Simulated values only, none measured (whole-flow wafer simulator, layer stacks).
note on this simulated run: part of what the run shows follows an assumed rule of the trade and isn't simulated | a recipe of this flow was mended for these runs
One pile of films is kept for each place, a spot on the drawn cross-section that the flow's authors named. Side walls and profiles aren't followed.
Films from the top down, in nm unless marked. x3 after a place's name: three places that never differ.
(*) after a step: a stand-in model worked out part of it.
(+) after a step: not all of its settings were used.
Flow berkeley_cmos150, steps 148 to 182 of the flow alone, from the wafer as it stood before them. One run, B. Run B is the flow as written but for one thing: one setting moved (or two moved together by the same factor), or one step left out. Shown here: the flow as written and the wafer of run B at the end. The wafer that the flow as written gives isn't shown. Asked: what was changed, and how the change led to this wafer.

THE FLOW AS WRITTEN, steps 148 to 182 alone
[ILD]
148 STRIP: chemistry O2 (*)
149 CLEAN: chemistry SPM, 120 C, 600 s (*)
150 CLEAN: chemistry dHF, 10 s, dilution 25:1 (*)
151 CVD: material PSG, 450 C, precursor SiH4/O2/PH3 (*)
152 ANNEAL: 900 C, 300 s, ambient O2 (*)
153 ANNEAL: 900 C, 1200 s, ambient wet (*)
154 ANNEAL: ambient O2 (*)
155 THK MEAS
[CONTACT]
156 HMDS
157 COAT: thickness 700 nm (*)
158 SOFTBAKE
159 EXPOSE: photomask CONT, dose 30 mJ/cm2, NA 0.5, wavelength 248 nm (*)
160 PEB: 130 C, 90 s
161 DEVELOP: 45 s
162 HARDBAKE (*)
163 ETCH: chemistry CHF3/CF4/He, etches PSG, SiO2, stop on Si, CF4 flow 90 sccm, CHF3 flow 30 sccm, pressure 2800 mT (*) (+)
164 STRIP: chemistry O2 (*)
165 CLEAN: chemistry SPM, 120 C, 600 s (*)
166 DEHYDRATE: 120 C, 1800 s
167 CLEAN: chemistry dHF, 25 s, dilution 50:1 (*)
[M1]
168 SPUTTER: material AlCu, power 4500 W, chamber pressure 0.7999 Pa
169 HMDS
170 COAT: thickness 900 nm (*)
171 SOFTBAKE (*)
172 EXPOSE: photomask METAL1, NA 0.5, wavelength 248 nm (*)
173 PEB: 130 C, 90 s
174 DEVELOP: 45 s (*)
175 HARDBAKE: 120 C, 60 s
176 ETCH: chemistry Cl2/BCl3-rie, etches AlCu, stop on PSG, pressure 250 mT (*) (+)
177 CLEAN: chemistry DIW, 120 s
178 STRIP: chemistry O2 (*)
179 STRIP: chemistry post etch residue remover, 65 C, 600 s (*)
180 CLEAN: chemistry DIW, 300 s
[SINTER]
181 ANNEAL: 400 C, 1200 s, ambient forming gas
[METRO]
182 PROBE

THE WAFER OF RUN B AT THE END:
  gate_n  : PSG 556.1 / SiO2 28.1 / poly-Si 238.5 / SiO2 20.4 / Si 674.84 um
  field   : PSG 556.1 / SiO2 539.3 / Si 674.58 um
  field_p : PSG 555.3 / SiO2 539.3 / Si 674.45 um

The cause: step 151, CVD: 438 C was run, where the flow has 450 C.

How the change led to this, step by step:
  151 CVD: material PSG, 450 C, precursor SiH4/O2/PH3 (*)
      field, field_p, sd_n, gate_n, gate_p, contact, m1: PSG +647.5 (new film) (as written it would be: PSG +700 (new film))
      sd_p: PSG +593 (new film) (as written it would be: PSG +639.5 (new film))
  153 ANNEAL: 900 C, 1200 s, ambient wet (*)
      sd_n, contact, m1: PSG -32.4, SiO2 +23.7, Si -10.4 (as written it would be: PSG -35, SiO2 +22.8, Si -10)
      field, field_p: PSG -32.4, SiO2 +16.7, Si -7.36 (as written it would be: PSG -35, SiO2 +16.3, Si -7.15)
      (and at 3 more places)
  163 ETCH: chemistry CHF3/CF4/He, etches PSG, SiO2, stop on Si, CF4 flow 90 sccm, CHF3 flow 30 sccm, pressure 2800 mT (*) (+)
      field, field_p, sd_n, gate_n, sd_p, gate_p, m1: KrF-resist -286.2 (as written it would be: KrF-resist -303.7)
      contact: PSG -615.2 (all of it), SiO2 -39 (all of it), Si -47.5 (as written it would be: PSG -665 (all of it), SiO2 -38.1 (all of it), Si -47.5)
  164 STRIP: chemistry O2 (*)
      field: KrF-resist -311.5 (all of it) (as written it would be: KrF-resist -294.5 (all of it))
      field_p: KrF-resist -413.2 (all of it) (as written it would be: KrF-resist -397.1 (all of it))
      (and at 4 more places)
  168 SPUTTER: material AlCu, power 4500 W, chamber pressure 0.7999 Pa
      contact: AlCu +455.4 (new film) (as written it would be: AlCu +443.6 (new film))
  170 COAT: thickness 900 nm (*)
      contact: thick-KrF-resist +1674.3 (new film) (as written it would be: thick-KrF-resist +1720.1 (new film))
  175 HARDBAKE: 120 C, 60 s
      contact: thick-KrF-resist -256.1 (as written it would be: thick-KrF-resist -263.1)
  178 STRIP: chemistry O2 (*)
      contact: thick-KrF-resist -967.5 (all of it) (as written it would be: thick-KrF-resist -1006.2 (all of it))
